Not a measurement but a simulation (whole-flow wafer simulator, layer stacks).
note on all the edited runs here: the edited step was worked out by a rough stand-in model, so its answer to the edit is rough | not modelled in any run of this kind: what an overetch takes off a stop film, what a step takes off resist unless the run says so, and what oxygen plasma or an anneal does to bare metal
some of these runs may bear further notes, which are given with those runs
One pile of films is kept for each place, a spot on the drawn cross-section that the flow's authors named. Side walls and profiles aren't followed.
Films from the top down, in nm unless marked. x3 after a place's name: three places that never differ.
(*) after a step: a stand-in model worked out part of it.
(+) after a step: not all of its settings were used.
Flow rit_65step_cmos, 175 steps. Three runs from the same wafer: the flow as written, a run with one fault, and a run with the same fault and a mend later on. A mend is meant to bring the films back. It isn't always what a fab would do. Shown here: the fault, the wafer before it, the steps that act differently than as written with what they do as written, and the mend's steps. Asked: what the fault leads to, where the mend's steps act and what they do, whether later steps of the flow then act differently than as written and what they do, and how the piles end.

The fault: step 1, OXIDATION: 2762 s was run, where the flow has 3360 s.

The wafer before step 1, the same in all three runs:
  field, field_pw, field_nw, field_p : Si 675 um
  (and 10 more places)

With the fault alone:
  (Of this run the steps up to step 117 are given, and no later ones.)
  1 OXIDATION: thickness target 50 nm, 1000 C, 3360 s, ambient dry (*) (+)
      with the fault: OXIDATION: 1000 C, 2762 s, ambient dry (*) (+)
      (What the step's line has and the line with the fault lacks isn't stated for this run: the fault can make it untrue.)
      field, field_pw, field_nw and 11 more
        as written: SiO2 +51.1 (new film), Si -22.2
        with the fault: SiO2 +45.8 (new film), Si -19.9
  Later steps of the flow that act differently than as written (36 more steps differ only slightly, by at most 2% or 0.5 nm, whichever is larger, and aren't shown):
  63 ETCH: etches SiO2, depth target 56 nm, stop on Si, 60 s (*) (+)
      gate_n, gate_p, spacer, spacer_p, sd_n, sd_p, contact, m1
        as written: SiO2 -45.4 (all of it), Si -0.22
        with the fault: SiO2 -40.2 (all of it), Si -0.32
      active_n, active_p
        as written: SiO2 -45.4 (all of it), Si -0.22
        with the fault: SiO2 -40.1 (all of it), Si -0.32
  After step 117 the piles differ from the flow's only slightly at the places that both follow, by at most 2% or 0.5 nm, whichever is larger.

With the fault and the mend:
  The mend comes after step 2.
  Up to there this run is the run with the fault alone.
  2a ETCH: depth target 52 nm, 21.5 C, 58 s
      field, field_pw, field_nw and 11 more
        SiO2 -45.8 (all of it)
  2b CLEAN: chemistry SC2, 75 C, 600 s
      field, field_pw, field_nw and 11 more
        chemical SiO2 +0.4 (new film), Si -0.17
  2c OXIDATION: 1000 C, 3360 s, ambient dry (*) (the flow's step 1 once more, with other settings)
      field, field_pw, field_nw and 11 more
        SiO2 +51 (new film), chemical SiO2 -0.4 (all of it), Si -22.3
  Later steps of the flow that act differently than as written (18 more steps differ only slightly, by at most 2% or 0.5 nm, whichever is larger, and aren't shown):
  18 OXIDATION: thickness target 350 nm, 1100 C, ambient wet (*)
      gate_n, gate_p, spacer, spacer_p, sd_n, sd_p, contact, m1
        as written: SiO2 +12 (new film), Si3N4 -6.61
        with the mend: SiO2 +12 (new film), Si3N4 -6.61, SiO2 +0.03
  At the end the piles differ from the flow's only slightly at the places that both follow, by at most 2% or 0.5 nm, whichever is larger.
